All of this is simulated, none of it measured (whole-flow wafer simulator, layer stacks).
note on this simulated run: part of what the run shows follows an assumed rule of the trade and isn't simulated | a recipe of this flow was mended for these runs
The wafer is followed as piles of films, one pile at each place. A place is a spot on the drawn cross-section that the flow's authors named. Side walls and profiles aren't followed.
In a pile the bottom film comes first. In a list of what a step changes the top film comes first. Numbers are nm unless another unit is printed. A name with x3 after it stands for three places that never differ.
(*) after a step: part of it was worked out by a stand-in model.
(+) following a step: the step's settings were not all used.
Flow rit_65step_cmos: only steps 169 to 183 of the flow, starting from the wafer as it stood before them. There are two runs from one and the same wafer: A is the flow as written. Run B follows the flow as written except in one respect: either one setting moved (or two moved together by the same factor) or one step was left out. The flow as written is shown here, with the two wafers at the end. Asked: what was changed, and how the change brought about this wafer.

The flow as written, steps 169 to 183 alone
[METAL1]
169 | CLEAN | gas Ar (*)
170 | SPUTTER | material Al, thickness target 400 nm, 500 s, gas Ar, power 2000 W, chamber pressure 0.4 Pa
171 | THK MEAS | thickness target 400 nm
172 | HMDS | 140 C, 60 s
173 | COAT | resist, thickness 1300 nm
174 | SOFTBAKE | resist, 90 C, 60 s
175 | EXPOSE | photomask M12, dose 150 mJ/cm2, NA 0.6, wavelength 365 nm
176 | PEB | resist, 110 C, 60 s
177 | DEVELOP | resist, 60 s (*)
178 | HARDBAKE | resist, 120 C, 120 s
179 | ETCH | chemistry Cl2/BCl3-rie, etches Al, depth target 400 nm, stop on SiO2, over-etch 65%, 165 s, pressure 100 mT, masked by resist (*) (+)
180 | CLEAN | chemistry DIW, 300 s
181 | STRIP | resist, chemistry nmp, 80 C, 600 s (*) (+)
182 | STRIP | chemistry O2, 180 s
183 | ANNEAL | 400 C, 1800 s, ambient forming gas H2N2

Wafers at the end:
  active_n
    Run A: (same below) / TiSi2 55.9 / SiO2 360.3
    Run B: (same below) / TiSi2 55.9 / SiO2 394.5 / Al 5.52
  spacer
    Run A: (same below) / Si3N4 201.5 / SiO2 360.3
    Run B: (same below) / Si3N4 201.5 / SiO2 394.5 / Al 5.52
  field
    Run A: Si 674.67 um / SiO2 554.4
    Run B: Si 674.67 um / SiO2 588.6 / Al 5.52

Cause: step 179, ETCH: depth target 231 nm was run, while the flow as written has depth target 400 nm; step 179, ETCH: 95 s was run, where the flow has 165 s.

The path from the change to this, step by step:
  179 | ETCH | chemistry Cl2/BCl3-rie, etches Al, depth target 400 nm, stop on SiO2, over-etch 65%, 165 s, pressure 100 mT, masked by resist (*) (+)
      field, field_pw, field_nw and 9 more: A Al loses 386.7 (all of it), SiO2 loses 34.2 | B Al loses 381.1
      contact, m1: A resist loses 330 | B resist loses 190.6
  181 | STRIP | resist, chemistry nmp, 80 C, 600 s (*) (+)
      contact: A resist loses 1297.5 (all of it) | B resist loses 1436.9 (all of it)
      m1: A resist loses 818.2 (all of it) | B resist loses 957.6 (all of it)
With metal films that touch counted as one body, active_n has 1 body; the flow as written gives 0 bodies.
With metal films that touch counted as one body, spacer has 1 body; the flow as written gives 0 bodies.
With metal films that touch counted as one body, field has 1 body; the flow as written gives 0 bodies.
